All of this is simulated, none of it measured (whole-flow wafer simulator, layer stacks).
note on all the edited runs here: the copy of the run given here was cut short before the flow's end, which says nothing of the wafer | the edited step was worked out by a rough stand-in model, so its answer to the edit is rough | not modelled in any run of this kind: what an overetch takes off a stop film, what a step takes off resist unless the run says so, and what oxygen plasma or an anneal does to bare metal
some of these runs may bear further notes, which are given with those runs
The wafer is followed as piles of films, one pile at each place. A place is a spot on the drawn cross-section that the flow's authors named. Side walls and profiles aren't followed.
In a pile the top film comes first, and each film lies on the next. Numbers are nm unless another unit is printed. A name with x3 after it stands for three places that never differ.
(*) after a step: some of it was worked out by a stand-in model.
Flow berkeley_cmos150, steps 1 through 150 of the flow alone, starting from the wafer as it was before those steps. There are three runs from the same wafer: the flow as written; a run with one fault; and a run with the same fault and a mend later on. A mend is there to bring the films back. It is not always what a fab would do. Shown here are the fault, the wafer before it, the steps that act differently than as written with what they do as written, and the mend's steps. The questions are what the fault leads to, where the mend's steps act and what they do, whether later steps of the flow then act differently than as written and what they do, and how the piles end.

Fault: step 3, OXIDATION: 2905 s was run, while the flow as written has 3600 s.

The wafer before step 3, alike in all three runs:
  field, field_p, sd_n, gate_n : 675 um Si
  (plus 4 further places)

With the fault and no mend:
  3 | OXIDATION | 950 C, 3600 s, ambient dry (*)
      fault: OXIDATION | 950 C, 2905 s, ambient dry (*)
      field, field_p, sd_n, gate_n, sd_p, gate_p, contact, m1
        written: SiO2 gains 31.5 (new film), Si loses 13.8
        fault: SiO2 gains 27.4 (new film), Si loses 12.1
  None of the later steps of the flow differs from how it acts as written, at any place that is followed, by more than 2% or 0.5 nm, whichever is larger.
  The piles end only slightly different from the flow's at the places that both follow, by no more than 2% or 0.5 nm, whichever is larger.

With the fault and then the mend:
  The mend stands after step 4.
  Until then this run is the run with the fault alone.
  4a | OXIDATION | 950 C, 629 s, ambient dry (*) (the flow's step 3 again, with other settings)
      field, field_p, sd_n, gate_n, sd_p, gate_p, contact, m1
        SiO2 gains 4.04, Si loses 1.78
  None of the later steps of the flow differs from how it acts as written, at any place that is followed, by more than 2% or 0.5 nm, whichever is larger.
  At every place that both follow, the piles at the end match the flow's.
